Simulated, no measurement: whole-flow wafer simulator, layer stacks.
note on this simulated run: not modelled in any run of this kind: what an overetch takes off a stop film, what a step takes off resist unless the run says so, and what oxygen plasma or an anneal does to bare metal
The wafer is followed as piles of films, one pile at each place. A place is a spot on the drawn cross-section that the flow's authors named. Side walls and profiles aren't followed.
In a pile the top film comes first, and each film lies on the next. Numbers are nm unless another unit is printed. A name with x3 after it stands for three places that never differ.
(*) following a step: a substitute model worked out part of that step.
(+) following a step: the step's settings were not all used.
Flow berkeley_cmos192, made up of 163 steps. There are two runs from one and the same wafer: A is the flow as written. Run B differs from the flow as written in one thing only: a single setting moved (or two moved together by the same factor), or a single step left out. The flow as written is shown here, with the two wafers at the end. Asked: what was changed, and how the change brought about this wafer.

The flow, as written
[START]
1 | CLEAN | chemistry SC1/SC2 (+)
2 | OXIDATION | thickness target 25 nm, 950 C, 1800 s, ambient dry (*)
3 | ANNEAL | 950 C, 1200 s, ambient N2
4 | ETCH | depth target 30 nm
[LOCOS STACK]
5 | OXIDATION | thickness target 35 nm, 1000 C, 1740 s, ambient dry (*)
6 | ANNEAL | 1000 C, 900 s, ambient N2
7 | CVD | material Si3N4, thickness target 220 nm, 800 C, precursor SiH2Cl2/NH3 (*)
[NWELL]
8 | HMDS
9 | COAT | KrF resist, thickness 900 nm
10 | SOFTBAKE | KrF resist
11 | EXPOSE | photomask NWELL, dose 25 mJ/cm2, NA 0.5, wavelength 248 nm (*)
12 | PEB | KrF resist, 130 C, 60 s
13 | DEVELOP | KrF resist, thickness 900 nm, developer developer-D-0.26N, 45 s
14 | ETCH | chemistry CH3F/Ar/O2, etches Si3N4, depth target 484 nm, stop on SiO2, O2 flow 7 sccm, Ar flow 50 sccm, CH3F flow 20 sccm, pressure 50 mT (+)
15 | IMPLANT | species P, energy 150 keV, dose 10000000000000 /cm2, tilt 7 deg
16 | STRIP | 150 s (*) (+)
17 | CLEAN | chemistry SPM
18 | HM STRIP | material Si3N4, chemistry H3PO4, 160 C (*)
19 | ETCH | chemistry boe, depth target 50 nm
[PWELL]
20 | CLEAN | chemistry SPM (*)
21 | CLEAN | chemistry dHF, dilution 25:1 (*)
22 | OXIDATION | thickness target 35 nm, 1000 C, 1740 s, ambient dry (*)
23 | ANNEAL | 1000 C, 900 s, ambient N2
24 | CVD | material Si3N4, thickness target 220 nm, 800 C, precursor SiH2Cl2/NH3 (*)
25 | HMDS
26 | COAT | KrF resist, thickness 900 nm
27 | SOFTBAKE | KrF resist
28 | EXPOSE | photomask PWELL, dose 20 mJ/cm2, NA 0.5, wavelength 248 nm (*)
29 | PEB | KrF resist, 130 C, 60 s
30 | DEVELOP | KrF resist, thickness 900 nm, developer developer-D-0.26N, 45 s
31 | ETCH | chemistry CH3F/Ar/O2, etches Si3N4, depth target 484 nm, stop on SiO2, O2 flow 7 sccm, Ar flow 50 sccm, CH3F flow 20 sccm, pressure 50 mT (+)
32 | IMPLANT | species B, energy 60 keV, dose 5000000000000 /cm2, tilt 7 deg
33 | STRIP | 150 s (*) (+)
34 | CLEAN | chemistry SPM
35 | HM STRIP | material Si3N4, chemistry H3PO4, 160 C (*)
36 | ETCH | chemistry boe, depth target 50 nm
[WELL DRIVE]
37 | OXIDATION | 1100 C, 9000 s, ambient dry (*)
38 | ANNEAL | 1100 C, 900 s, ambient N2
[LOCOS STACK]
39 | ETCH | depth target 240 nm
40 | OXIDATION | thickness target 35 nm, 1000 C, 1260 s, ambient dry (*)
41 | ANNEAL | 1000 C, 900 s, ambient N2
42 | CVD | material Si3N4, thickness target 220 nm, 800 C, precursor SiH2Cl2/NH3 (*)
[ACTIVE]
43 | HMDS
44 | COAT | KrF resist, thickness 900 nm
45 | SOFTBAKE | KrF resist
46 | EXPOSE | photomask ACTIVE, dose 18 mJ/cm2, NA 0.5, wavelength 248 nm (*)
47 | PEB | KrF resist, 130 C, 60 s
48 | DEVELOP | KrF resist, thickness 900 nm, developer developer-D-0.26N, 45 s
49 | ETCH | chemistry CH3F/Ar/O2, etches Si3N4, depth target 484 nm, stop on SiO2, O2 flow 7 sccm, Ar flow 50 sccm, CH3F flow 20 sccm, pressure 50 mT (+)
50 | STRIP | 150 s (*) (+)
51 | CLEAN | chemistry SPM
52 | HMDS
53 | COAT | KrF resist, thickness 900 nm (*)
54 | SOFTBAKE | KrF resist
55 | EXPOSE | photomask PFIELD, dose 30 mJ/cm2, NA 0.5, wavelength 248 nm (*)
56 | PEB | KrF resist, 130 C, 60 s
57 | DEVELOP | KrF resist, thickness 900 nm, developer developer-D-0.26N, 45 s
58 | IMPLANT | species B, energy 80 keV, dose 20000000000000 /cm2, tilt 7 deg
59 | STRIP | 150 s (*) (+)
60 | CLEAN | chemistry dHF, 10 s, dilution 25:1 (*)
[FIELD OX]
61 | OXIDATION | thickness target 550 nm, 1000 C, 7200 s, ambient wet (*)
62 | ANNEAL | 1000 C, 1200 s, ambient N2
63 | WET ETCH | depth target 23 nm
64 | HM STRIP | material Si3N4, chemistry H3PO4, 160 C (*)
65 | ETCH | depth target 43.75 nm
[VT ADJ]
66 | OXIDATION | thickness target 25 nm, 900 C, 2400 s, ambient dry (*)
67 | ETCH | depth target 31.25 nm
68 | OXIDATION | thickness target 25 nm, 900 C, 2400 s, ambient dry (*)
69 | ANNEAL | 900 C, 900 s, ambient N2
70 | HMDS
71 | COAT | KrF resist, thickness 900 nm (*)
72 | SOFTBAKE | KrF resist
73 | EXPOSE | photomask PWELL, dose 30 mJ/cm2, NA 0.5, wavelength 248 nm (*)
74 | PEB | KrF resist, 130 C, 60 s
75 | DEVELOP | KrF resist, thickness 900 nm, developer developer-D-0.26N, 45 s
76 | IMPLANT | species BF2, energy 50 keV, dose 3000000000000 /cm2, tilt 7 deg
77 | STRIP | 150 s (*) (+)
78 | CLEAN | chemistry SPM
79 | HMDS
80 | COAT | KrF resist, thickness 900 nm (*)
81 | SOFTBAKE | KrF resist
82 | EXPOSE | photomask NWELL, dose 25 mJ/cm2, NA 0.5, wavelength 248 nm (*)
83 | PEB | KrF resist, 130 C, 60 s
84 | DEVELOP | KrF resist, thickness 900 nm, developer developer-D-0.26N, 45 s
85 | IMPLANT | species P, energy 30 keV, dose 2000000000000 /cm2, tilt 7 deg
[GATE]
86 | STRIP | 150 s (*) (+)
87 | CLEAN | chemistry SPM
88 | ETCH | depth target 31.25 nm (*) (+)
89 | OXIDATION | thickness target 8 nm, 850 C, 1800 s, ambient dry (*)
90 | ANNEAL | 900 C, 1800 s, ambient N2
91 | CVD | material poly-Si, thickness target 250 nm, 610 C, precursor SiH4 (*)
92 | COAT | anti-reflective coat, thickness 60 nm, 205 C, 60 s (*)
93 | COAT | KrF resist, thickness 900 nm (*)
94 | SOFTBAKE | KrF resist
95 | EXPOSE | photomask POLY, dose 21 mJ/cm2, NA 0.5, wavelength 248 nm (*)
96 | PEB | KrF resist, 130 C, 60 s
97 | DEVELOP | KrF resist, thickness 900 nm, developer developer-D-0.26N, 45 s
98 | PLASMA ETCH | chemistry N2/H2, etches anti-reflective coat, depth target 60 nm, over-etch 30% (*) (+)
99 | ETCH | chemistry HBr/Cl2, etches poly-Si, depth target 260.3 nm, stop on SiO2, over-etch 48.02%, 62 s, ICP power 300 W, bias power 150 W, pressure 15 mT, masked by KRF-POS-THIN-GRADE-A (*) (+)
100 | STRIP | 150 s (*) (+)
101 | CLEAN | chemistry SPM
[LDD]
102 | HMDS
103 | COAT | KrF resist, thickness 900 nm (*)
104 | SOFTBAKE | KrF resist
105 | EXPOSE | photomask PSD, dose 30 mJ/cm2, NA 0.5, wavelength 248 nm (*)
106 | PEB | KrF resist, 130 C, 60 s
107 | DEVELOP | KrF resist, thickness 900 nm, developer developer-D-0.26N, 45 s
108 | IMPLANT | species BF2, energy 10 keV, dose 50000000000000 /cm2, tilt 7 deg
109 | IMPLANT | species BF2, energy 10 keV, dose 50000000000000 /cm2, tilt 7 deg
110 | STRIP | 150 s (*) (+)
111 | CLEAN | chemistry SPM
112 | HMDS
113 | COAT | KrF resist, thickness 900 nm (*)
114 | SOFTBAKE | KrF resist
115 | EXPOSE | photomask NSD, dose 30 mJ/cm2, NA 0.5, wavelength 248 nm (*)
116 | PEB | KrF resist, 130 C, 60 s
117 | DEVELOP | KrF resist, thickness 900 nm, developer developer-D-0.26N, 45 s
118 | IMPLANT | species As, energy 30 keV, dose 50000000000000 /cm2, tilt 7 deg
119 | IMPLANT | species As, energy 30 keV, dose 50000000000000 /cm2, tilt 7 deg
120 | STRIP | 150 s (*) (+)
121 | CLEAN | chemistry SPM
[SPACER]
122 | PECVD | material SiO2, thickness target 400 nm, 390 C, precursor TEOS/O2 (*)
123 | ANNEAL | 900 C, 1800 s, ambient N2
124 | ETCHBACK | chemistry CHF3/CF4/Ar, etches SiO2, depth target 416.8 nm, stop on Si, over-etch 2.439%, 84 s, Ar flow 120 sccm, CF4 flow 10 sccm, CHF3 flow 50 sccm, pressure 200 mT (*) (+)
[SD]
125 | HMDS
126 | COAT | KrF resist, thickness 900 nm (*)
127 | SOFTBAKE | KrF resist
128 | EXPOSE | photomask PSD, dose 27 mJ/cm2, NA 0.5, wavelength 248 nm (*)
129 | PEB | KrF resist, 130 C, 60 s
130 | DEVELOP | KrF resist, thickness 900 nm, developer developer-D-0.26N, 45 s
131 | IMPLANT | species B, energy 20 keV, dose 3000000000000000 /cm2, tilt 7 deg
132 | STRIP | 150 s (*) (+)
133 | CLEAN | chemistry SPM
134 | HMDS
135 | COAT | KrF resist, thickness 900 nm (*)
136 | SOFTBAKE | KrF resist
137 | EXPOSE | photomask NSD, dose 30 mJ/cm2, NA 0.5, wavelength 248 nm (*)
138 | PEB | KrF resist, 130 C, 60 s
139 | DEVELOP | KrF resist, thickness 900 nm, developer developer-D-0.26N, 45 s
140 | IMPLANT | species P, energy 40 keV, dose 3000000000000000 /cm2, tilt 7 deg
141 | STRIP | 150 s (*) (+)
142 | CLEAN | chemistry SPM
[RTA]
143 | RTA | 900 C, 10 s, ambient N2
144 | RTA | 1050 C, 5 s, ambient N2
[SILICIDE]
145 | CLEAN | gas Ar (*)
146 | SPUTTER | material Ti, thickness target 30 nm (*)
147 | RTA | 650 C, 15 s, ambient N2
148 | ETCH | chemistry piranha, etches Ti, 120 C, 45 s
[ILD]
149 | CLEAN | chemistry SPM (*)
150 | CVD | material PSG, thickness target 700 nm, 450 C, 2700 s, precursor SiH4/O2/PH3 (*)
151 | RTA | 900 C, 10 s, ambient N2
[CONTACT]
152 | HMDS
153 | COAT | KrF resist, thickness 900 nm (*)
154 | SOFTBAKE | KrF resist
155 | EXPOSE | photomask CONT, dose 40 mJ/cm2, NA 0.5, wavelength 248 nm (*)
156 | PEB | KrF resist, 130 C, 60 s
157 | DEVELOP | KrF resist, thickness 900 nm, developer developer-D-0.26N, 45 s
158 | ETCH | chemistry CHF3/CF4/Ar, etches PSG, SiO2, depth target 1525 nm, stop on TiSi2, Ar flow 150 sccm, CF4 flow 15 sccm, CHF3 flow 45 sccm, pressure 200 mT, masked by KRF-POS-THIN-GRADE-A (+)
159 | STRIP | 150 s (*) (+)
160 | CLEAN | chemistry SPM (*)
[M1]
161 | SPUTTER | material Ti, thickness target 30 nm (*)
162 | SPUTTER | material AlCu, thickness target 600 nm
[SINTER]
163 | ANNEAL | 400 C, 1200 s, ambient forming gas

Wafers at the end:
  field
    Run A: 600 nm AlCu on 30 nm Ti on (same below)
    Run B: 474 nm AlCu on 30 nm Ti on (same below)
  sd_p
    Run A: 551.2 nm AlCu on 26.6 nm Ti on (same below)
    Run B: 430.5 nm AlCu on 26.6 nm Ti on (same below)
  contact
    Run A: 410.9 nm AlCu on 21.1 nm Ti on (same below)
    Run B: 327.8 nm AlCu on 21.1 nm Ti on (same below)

Cause: step 162, SPUTTER: thickness target 474 nm was run, whereas the flow has thickness target 600 nm.
The wafer itself shows it: field has AlCu 474, and step 162 as written asks for 600 nm.

How this came from the change, step by step:
  162 | SPUTTER | material AlCu, thickness target 600 nm
      field, sd_n, spacer_n, gate, spacer_p, gate_p, m1: A AlCu gains 600 (new film) | B AlCu gains 474 (new film)
      sd_p: A AlCu gains 551.2 (new film) | B AlCu gains 430.5 (new film)
      (also at 1 further place)
